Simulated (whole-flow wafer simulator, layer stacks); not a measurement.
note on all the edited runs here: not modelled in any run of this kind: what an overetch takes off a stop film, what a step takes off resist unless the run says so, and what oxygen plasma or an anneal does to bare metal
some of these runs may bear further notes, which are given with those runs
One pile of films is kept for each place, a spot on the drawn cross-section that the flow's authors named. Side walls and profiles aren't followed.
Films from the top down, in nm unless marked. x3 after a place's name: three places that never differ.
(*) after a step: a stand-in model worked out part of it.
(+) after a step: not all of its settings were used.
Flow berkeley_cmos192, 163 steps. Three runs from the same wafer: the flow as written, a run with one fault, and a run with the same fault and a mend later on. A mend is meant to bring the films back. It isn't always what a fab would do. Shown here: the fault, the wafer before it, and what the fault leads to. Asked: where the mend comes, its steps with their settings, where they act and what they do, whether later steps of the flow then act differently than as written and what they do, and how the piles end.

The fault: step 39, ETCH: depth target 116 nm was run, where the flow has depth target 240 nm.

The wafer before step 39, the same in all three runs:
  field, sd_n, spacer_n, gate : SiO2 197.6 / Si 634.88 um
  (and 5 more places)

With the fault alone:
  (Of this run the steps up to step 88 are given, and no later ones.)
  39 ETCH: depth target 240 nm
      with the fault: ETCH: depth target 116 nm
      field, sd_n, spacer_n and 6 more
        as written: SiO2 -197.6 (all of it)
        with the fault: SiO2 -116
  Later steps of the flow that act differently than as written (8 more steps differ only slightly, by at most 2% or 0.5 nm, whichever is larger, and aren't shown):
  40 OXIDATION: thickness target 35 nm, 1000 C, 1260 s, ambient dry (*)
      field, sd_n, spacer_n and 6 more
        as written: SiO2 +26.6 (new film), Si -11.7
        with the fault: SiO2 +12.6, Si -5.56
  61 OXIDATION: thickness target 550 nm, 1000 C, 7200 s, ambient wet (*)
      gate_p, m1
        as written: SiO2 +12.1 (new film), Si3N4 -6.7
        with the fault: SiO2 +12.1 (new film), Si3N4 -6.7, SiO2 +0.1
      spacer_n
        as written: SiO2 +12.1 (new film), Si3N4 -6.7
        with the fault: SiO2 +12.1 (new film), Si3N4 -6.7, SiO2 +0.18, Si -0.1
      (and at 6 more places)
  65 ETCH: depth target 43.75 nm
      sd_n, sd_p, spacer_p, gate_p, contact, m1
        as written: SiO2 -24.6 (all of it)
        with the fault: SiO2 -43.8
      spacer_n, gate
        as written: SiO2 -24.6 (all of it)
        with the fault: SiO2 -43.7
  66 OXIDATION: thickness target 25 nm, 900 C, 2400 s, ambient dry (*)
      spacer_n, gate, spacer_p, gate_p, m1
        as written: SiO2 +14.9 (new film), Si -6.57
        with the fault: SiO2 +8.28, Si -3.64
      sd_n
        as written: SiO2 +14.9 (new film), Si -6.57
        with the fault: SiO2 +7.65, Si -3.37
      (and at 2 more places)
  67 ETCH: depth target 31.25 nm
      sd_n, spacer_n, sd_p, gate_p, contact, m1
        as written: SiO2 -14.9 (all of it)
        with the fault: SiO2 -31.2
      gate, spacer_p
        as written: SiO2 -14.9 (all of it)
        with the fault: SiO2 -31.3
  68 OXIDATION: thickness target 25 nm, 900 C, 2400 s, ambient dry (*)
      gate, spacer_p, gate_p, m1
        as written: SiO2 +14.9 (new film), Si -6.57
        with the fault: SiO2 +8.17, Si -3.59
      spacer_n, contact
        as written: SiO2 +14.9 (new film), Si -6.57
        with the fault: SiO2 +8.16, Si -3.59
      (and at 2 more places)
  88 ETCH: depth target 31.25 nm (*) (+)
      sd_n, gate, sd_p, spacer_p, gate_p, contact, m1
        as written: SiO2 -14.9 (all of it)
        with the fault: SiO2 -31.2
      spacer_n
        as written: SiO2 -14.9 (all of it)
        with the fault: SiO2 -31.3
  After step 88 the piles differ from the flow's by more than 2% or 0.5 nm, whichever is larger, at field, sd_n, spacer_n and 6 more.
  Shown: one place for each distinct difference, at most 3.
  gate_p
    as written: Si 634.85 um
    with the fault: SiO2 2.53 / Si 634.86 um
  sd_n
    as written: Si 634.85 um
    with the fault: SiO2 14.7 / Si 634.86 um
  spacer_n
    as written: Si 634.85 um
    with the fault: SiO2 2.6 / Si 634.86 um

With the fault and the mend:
  The mend comes after step 39.
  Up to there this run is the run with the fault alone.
  39a ETCH: depth target 124 nm (the flow's step 39 once more, with other settings)
      field, sd_n, spacer_n and 6 more
        SiO2 -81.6 (all of it)
  No later step of the flow acts differently than as written at any place that is followed.
  At the end the piles are the same as the flow's at every place that both follow.
